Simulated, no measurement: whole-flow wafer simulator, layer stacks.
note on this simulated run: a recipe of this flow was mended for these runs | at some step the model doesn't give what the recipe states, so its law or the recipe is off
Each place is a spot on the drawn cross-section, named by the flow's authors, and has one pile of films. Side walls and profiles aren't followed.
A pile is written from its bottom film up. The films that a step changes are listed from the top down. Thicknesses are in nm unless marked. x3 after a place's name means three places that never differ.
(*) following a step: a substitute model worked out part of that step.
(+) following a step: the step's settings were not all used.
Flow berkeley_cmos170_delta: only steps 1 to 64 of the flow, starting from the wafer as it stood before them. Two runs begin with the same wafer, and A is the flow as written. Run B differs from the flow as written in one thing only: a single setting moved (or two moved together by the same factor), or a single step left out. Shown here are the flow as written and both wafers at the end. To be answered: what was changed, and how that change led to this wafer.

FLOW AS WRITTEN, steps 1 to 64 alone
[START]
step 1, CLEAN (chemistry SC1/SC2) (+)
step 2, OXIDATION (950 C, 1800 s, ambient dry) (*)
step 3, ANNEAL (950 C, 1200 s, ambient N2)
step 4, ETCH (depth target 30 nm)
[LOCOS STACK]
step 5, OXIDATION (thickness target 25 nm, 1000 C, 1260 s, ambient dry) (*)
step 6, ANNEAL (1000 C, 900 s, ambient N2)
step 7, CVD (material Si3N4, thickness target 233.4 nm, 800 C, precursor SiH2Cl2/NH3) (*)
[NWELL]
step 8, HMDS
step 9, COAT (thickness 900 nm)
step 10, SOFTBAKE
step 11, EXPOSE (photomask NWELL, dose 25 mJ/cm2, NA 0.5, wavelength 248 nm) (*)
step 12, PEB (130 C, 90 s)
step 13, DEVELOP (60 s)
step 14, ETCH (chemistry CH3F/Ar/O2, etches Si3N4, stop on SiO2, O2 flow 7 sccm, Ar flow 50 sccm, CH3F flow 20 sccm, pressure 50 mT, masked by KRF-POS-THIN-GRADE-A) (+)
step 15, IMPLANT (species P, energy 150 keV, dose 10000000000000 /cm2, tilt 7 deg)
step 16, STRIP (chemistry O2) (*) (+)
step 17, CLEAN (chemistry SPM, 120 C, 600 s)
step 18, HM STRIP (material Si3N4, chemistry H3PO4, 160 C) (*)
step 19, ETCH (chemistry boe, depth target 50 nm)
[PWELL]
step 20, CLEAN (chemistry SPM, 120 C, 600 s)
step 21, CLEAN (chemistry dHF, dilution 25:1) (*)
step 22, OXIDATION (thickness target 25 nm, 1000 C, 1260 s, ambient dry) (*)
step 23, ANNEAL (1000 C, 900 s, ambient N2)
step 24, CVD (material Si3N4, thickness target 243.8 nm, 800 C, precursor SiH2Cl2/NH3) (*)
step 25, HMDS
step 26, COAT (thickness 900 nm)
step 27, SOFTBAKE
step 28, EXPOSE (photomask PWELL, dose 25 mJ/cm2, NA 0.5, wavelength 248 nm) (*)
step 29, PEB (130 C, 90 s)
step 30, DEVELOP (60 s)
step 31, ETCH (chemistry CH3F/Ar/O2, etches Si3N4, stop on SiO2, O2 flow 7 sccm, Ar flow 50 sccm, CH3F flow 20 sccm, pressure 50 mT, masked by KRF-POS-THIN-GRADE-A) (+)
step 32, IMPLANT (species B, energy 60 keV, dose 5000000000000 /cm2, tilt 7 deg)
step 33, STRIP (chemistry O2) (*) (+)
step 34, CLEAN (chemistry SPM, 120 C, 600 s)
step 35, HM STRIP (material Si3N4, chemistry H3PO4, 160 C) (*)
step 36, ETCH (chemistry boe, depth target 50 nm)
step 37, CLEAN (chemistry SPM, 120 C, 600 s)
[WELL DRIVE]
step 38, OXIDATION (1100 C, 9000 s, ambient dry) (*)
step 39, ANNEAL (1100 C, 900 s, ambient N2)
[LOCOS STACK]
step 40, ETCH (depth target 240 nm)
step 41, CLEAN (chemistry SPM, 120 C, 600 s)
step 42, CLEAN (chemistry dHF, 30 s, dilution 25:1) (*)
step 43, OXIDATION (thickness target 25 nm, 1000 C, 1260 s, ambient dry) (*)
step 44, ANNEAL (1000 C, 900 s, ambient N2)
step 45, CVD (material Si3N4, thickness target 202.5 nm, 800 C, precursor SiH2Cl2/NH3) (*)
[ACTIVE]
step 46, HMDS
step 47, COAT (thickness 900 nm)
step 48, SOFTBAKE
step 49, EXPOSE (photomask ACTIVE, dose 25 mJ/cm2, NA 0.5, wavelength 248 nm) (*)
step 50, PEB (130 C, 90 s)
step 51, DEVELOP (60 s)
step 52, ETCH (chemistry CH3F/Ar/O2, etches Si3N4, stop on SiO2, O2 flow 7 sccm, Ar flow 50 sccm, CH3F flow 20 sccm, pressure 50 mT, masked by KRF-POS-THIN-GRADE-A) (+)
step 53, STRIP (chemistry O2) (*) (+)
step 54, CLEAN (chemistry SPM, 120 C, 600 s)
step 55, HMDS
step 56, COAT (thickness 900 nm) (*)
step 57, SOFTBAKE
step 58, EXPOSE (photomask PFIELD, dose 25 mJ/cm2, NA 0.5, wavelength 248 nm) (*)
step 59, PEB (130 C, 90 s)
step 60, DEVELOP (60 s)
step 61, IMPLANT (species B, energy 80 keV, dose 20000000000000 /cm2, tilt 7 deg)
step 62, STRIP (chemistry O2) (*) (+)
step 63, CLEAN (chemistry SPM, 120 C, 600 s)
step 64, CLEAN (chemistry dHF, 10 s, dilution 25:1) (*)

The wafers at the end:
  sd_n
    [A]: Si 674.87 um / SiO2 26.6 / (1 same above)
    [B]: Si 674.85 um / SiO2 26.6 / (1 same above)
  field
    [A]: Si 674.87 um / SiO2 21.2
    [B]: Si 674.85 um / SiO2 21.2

Cause: step 2, OXIDATION: 1092 C was run, though the flow has 950 C.

The path from the change to this, step by step:
  step 2, OXIDATION (950 C, 1800 s, ambient dry) (*)
      field, sd_n, spacer_n and 6 more: A SiO2 gains 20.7 (new film), chemical SiO2 loses 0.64 (all of it), Si loses 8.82 | B SiO2 gains 70.3 (new film), chemical SiO2 loses 0.64 (all of it), Si loses 30.6
  step 4, ETCH (depth target 30 nm)
      field, sd_n, spacer_n and 6 more: A SiO2 loses 20.7 (all of it) | B SiO2 loses 30
  step 5, OXIDATION (thickness target 25 nm, 1000 C, 1260 s, ambient dry) (*)
      field, sd_n, spacer_n and 6 more: A SiO2 gains 26.6 (new film), Si loses 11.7 | B SiO2 gains 11.8, Si loses 5.21
  step 19, ETCH (chemistry boe, depth target 50 nm)
      field, sd_n, spacer_n, gate, contact, m1: A SiO2 loses 19.3 (all of it) | B SiO2 loses 44.8 (all of it)
      sd_p, spacer_p, gate_p: A SiO2 loses 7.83 (all of it) | B SiO2 loses 33.4 (all of it)
